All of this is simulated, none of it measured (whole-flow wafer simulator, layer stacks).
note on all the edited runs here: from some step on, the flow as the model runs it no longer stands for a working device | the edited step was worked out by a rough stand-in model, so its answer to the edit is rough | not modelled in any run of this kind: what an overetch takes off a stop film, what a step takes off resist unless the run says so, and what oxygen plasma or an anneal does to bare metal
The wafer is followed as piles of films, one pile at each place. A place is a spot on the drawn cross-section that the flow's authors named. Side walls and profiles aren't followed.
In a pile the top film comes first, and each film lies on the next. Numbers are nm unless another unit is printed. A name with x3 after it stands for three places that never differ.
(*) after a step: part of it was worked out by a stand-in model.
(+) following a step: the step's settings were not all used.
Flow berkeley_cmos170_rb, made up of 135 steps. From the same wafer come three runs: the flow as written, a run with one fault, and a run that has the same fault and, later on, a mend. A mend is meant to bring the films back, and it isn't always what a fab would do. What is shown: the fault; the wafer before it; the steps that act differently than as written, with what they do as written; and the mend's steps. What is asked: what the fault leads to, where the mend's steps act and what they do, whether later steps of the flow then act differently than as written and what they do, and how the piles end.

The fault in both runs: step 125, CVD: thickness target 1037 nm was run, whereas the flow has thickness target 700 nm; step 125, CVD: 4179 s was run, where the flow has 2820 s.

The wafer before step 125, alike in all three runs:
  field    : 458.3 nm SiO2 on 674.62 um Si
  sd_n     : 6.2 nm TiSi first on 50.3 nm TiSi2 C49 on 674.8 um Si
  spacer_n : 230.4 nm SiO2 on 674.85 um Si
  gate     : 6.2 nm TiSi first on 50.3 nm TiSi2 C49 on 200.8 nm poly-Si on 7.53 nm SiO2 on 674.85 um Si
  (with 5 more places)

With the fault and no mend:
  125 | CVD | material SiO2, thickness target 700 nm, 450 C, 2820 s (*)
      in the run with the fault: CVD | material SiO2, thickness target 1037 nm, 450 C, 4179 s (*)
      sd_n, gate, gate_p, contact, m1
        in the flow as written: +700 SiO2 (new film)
        in the run with the fault: +1037 SiO2 (new film)
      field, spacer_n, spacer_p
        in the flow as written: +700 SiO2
        in the run with the fault: +1037 SiO2
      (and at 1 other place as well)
  Later steps of the flow acting differently than as written (3 more steps, not shown, differ only slightly: by at most 2% or 0.5 nm, whichever is larger):
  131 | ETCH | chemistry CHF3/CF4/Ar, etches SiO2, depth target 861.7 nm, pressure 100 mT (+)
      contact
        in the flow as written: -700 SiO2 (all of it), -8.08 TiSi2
        in the run with the fault: -861.7 SiO2
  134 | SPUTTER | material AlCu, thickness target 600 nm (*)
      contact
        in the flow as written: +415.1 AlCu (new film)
        in the run with the fault: +379.4 AlCu (new film)
  By the end, the piles at field, sd_n, spacer_n and 6 more depart from the flow's by more than 2% or 0.5 nm, whichever is larger.
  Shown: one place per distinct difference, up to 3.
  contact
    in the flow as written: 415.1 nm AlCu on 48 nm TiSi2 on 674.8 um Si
    in the run with the fault: 379.4 nm AlCu on 175.3 nm SiO2 on 56 nm TiSi2 on 674.8 um Si
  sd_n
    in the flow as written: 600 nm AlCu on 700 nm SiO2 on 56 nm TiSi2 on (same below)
    in the run with the fault: 600 nm AlCu on 1037 nm SiO2 on 56 nm TiSi2 on (same below)
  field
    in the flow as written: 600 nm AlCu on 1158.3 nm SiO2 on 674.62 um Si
    in the run with the fault: 600 nm AlCu on 1495.3 nm SiO2 on 674.62 um Si

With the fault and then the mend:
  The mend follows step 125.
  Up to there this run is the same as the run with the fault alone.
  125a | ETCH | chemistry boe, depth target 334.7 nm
      field, sd_n, spacer_n and 6 more
        -334.7 SiO2
  Every later step of the flow that is run acts as written, at every place that is followed, to within 2% or 0.5 nm, whichever is larger.
  When the end is reached, the piles differ only a little from the flow's at the places that both follow, at most by 2% or 0.5 nm, whichever is larger.
